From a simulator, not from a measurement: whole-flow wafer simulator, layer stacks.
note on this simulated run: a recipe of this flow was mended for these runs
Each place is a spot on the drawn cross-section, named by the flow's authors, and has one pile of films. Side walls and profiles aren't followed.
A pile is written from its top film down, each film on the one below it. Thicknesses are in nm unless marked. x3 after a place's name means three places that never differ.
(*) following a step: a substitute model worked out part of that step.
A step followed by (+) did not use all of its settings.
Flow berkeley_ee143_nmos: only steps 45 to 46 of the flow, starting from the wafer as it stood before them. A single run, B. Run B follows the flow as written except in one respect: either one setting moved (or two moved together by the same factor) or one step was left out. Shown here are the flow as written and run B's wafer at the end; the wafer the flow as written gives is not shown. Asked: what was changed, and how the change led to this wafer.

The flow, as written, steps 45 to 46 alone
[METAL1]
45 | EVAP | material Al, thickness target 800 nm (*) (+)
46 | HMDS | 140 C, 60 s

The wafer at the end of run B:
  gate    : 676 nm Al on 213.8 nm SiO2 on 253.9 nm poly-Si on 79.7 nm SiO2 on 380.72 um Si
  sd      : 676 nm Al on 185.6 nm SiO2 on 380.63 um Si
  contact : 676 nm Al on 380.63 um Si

Cause: step 45, EVAP: thickness target 676 nm was run, though the flow has thickness target 800 nm.
The wafer lets one read it off: gate has Al 676, and step 45 as written asks for 800 nm.

How this came from the change, step by step:
  45 | EVAP | material Al, thickness target 800 nm (*) (+)
      gate, sd, contact, field: Al gains 676 (new film) (it would be, as written: Al gains 800 (new film))
